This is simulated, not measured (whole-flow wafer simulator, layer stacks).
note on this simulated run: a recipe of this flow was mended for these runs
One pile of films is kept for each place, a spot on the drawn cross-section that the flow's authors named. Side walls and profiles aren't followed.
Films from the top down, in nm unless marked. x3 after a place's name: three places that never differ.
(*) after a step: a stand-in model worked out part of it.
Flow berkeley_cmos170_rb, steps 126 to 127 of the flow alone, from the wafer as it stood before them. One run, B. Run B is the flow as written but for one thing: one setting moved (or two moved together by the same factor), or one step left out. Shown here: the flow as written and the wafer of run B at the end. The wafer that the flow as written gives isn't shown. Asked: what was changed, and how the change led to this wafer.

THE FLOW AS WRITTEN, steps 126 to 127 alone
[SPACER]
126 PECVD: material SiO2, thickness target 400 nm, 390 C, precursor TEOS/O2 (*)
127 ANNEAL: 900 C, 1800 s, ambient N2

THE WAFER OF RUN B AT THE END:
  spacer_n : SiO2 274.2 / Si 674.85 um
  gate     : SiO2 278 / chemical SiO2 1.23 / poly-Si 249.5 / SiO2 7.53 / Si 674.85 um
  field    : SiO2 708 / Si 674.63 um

The cause: step 126, PECVD: thickness target 278 nm was run, where the flow has thickness target 400 nm.
It can be read off the wafer: gate has SiO2 278, and step 126 as written asks for 400 nm.

How the change led to this, step by step:
  126 PECVD: material SiO2, thickness target 400 nm, 390 C, precursor TEOS/O2 (*)
      field, sd_n, contact, m1: SiO2 +278 (as written it would be: SiO2 +400)
      spacer_n, sd_p, spacer_p: SiO2 +268.2 (as written it would be: SiO2 +385.3)
      (and at 2 more places)
